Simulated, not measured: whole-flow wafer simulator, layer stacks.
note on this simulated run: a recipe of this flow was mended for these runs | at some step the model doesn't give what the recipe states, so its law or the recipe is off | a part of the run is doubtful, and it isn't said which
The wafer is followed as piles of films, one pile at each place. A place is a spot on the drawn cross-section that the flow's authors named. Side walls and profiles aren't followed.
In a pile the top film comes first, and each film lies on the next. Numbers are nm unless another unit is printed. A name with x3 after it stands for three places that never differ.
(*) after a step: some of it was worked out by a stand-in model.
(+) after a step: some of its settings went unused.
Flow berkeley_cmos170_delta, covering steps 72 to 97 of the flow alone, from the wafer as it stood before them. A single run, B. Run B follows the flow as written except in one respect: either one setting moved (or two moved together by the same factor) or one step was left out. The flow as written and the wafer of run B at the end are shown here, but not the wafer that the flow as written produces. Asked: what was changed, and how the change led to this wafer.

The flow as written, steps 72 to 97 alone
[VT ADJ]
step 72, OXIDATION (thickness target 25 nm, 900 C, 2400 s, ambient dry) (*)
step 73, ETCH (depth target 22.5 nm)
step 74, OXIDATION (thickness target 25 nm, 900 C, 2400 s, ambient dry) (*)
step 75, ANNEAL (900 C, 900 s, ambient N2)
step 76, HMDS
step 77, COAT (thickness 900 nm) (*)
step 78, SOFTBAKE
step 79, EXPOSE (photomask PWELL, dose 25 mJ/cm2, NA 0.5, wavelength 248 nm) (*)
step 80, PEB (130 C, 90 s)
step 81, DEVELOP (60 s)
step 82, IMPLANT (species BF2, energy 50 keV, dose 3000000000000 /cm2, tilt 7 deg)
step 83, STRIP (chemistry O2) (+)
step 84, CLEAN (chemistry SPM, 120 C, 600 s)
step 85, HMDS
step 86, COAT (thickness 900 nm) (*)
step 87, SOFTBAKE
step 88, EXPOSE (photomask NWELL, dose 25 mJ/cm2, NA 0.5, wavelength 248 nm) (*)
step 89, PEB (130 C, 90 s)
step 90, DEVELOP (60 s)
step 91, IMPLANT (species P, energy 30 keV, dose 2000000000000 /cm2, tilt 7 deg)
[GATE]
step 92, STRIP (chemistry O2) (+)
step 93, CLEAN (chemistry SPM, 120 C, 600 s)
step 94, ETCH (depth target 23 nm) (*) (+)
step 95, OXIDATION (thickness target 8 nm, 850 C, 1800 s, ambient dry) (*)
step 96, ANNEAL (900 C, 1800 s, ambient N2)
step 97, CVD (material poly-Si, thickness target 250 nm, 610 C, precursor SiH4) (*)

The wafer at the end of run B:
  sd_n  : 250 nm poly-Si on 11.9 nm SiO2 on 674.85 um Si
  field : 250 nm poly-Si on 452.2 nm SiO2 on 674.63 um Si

The reason: step 74, OXIDATION: thickness target 75 nm was run, while the flow as written has thickness target 25 nm; step 74, OXIDATION: 7200 s was run, where the flow has 2400 s.

The path from the change to this, step by step:
  step 74, OXIDATION (thickness target 25 nm, 900 C, 2400 s, ambient dry) (*)
      sd_n, spacer_n, gate, sd_p, spacer_p, gate_p, contact, m1: SiO2 gains 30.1 (new film), Si loses 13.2 (in the flow as written it would be: SiO2 gains 14.9 (new film), Si loses 6.57)
      field: SiO2 gains 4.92, Si loses 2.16 (in the flow as written it would be: SiO2 gains 1.64, Si loses 0.72)
  step 94, ETCH (depth target 23 nm) (*) (+)
      sd_n, spacer_n, gate, sd_p, spacer_p, gate_p, contact, m1: SiO2 loses 23 (in the flow as written it would be: SiO2 loses 14.9 (all of it))
  step 95, OXIDATION (thickness target 8 nm, 850 C, 1800 s, ambient dry) (*)
      sd_n, spacer_n, gate, sd_p, spacer_p, gate_p, contact, m1: SiO2 gains 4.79, Si loses 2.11 (in the flow as written it would be: SiO2 gains 7.48 (new film), Si loses 3.29)
